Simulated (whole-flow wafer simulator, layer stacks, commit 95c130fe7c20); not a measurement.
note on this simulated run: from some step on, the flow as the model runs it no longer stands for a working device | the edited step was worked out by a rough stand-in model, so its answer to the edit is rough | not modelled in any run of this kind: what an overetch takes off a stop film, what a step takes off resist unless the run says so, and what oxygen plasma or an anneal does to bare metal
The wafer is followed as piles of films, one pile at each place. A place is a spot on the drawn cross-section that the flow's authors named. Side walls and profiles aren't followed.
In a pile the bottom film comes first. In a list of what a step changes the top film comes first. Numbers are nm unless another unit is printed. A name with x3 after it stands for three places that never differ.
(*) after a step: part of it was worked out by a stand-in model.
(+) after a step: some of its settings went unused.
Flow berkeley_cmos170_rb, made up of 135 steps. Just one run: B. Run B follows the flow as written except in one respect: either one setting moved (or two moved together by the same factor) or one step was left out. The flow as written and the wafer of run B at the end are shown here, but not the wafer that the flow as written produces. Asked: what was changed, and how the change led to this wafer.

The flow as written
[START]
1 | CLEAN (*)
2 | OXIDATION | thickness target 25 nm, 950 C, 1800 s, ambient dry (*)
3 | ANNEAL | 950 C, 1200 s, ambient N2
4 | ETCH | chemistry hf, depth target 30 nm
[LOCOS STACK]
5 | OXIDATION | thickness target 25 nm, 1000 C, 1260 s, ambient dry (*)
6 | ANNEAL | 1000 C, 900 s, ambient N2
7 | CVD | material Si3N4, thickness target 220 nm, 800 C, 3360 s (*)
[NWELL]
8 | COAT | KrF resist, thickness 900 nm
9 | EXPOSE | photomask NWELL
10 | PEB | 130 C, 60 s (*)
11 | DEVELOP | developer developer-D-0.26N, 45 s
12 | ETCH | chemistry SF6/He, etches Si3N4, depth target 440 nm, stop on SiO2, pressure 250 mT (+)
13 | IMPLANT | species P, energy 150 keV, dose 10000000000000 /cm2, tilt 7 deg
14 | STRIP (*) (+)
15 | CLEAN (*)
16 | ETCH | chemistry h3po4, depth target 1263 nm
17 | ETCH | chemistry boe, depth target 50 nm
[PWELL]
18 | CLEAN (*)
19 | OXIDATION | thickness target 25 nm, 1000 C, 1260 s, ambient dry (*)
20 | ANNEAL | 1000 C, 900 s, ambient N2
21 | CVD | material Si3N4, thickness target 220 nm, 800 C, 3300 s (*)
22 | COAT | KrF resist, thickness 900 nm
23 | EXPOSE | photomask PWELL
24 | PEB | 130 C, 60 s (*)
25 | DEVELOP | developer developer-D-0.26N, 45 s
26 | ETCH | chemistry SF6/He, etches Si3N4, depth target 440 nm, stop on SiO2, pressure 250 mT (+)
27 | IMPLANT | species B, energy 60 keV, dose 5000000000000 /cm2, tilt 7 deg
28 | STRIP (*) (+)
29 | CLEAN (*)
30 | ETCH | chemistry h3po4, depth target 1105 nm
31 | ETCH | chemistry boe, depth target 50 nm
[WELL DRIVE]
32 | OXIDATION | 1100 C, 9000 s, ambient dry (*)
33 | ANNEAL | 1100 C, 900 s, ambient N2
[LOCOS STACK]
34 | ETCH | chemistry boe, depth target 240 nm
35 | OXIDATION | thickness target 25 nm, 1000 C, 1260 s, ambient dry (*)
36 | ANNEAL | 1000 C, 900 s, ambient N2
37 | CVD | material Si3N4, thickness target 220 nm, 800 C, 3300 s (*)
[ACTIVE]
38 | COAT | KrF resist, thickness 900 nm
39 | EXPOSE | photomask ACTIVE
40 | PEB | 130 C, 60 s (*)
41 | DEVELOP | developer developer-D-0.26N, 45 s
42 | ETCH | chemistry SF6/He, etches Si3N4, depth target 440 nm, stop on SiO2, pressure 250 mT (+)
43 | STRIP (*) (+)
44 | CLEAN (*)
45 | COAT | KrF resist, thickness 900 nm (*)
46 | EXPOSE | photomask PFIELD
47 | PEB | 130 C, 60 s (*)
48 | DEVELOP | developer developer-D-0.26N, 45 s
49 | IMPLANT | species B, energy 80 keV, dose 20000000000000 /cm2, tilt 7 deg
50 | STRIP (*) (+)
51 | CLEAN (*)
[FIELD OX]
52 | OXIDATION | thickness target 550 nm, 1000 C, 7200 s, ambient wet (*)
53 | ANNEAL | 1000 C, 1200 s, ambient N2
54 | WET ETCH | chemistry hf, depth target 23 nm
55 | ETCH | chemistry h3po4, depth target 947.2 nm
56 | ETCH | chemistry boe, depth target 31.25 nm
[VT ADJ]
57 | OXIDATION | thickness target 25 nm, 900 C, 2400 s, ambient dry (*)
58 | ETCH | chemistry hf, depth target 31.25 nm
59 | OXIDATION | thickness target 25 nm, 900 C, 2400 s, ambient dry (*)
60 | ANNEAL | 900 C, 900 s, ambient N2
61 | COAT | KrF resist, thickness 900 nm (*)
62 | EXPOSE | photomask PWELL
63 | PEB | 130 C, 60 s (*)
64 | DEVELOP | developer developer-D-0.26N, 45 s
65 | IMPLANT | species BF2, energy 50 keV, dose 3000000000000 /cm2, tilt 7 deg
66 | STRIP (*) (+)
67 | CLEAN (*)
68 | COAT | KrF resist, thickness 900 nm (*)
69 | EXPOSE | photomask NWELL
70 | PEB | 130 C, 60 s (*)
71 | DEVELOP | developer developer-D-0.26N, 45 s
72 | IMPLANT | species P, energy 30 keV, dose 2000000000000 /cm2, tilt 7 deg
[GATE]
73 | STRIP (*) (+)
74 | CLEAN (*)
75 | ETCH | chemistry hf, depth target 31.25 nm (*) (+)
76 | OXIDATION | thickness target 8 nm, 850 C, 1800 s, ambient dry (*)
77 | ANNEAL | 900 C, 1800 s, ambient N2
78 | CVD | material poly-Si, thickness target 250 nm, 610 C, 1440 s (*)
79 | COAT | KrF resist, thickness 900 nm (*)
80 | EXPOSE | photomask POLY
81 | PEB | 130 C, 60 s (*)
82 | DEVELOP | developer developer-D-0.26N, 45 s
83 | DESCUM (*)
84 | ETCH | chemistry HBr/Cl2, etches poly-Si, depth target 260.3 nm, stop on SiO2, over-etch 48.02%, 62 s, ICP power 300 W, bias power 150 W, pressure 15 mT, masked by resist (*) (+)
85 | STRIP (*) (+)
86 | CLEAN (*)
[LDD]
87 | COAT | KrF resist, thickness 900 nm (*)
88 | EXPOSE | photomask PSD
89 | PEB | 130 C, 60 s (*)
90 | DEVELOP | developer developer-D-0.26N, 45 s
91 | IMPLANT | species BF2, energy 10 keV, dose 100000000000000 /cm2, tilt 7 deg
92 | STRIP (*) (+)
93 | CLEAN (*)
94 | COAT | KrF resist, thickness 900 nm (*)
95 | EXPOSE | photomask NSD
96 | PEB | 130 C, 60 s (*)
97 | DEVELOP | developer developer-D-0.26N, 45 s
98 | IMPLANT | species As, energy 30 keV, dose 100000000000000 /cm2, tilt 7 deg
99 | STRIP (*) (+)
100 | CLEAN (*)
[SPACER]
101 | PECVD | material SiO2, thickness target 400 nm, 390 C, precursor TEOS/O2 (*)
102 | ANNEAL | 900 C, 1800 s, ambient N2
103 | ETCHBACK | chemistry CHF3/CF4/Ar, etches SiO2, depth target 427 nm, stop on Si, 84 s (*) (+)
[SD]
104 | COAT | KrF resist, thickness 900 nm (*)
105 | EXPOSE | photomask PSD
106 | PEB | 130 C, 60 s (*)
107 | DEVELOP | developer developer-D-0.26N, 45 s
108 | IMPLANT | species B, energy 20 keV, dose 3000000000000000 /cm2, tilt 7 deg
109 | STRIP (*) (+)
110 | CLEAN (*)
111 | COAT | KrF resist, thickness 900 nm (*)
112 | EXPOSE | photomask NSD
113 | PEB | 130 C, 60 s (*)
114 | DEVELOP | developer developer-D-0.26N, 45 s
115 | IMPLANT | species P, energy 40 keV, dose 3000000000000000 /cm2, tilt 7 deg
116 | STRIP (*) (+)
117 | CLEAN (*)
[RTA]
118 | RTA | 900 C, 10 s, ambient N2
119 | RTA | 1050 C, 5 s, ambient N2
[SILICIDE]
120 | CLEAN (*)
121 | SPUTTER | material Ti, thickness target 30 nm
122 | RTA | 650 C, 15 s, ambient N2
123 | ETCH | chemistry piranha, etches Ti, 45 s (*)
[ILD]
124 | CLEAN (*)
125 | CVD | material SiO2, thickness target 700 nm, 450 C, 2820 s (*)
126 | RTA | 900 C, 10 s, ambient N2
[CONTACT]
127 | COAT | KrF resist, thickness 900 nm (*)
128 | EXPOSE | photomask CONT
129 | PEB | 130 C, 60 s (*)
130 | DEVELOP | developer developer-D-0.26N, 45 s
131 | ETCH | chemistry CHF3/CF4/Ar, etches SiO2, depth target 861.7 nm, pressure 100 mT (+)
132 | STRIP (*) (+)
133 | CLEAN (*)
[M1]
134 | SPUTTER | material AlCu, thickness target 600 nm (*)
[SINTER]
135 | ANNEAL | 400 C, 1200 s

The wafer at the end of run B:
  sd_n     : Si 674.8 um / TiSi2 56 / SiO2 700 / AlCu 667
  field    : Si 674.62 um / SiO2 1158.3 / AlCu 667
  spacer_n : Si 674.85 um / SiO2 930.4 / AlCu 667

Cause: step 134, SPUTTER: thickness target 667 nm was run, while the flow as written has thickness target 600 nm.
The wafer itself shows it: sd_n has AlCu 667, and step 134 as written asks for 600 nm.

How this came from the change, step by step:
  134 | SPUTTER | material AlCu, thickness target 600 nm (*)
      field, sd_n, spacer_n, gate, spacer_p, gate_p, m1: +667 AlCu (new film) (in the flow as written it would be: +600 AlCu (new film))
      sd_p: +610.2 AlCu (new film) (in the flow as written it would be: +545.9 AlCu (new film))
      (as well as at 1 more place)
